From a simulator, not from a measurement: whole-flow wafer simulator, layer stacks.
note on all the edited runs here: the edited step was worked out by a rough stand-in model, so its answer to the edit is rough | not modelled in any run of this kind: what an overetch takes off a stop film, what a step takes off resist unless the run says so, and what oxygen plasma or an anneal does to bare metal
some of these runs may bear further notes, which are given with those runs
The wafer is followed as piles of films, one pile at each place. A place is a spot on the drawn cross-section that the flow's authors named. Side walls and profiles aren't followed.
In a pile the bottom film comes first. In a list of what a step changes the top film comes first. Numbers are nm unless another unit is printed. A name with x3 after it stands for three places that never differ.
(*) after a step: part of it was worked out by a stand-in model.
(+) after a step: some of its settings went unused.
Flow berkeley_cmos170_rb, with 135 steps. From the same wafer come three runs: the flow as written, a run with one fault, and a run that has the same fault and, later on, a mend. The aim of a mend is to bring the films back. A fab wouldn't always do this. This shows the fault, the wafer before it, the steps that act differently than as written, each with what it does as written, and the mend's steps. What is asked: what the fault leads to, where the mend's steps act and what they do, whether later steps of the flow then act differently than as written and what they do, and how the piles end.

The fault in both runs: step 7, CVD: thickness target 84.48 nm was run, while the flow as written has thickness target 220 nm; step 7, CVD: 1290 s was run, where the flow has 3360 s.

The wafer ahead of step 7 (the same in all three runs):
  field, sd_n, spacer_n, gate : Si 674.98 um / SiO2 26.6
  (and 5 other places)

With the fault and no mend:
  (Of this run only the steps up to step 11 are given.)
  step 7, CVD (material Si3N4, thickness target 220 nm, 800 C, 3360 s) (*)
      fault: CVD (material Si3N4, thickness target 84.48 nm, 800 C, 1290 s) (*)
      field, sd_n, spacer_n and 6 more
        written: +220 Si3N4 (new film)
        fault: +84.5 Si3N4 (new film)
  None of the later steps of the flow up to step 11 acts differently than as written at any place that is followed.
  After step 11, at field, sd_n, spacer_n and 6 more, the piles differ from the flow's by more than 2% or 0.5 nm, whichever is larger.
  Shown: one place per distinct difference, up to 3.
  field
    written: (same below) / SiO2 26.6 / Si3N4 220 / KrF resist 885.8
    fault: (same below) / SiO2 26.6 / Si3N4 84.5 / KrF resist 885.8
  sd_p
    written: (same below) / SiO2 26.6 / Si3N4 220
    fault: (same below) / SiO2 26.6 / Si3N4 84.5

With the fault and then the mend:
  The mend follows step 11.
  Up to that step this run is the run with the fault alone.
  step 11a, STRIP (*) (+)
      field, sd_n, spacer_n, gate, contact, m1
        -885.8 KrF resist (all of it)
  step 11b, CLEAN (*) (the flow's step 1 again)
      alters no film at any place that is followed
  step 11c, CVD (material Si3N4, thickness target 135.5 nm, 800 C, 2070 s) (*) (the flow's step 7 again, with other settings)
      field, sd_n, spacer_n and 6 more
        +135.5 Si3N4
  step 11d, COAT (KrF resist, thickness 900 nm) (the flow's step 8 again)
      field, sd_n, spacer_n and 6 more
        +900 KrF resist (new film)
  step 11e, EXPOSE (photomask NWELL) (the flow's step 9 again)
      alters no film at any place that is followed
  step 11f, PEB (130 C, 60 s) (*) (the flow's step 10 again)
      alters no film at any place that is followed
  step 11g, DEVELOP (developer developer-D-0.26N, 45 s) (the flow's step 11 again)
      field, sd_n, spacer_n, gate, contact, m1
        -14.2 KrF resist
      sd_p, spacer_p, gate_p
        -900 KrF resist (all of it)
  None of the later steps of the flow acts differently than as written at any place that is followed.
  At every place that both follow, the piles at the end match the flow's.
